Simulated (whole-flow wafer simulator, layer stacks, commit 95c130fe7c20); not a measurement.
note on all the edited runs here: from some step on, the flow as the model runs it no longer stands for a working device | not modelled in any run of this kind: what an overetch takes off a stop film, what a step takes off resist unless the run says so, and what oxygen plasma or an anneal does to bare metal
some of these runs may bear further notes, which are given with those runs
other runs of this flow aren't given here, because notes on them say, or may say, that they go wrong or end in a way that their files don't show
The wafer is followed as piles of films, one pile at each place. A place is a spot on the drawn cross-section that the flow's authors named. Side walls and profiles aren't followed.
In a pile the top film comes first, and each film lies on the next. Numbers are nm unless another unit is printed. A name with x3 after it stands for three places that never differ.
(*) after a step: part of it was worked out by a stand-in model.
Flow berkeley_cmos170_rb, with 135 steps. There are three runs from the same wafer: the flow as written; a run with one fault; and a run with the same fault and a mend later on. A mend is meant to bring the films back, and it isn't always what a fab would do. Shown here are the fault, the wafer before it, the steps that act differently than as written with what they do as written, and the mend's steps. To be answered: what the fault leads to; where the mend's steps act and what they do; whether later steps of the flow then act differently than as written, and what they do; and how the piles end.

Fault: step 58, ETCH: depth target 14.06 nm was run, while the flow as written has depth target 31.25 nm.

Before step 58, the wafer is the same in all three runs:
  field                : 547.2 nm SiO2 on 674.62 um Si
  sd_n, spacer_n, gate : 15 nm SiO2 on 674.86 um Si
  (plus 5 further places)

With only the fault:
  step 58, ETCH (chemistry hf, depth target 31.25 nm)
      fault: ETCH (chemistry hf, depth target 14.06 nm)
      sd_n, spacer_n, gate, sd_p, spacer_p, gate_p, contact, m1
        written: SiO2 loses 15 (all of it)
        fault: SiO2 loses 14.1
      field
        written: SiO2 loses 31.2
        fault: SiO2 loses 14.1
  Steps further on in the flow that do not act as written (not shown: 29 more steps that differ only slightly, by at most 2% or 0.5 nm, whichever is larger):
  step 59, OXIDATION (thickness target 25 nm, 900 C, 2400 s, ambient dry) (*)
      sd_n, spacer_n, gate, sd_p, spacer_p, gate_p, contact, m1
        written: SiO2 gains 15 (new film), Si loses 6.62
        fault: SiO2 gains 14.1, Si loses 6.19
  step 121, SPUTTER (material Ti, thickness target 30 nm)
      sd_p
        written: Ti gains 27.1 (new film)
        fault: Ti gains 25.4 (new film)
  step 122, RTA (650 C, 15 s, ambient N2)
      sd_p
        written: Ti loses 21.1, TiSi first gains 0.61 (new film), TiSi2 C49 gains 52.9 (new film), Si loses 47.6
        fault: Ti loses 19.8, TiSi2 C49 gains 50.5 (new film), Si loses 45
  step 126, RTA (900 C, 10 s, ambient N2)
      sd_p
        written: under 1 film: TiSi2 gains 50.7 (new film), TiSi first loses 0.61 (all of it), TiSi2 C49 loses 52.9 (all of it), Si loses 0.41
        fault: under 1 film: TiSi2 gains 47.5 (new film), TiSi2 C49 loses 50.5 (all of it)
  At sd_p, the piles at the end differ from the flow's by more than 2% or 0.5 nm, whichever is larger.
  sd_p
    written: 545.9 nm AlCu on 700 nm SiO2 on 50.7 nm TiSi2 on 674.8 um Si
    fault: 541.4 nm AlCu on 700 nm SiO2 on 47.5 nm TiSi2 on 674.81 um Si

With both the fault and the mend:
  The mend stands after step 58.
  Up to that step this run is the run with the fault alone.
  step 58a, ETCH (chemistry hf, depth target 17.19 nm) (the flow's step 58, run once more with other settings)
      sd_n, spacer_n, gate, sd_p, spacer_p, gate_p, contact, m1
        SiO2 loses 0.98 (all of it)
      field
        SiO2 loses 17.2
  None of the later steps of the flow differs from how it acts as written, at any place that is followed, by more than 2% or 0.5 nm, whichever is larger.
  At every place that both follow, the piles at the end match the flow's.
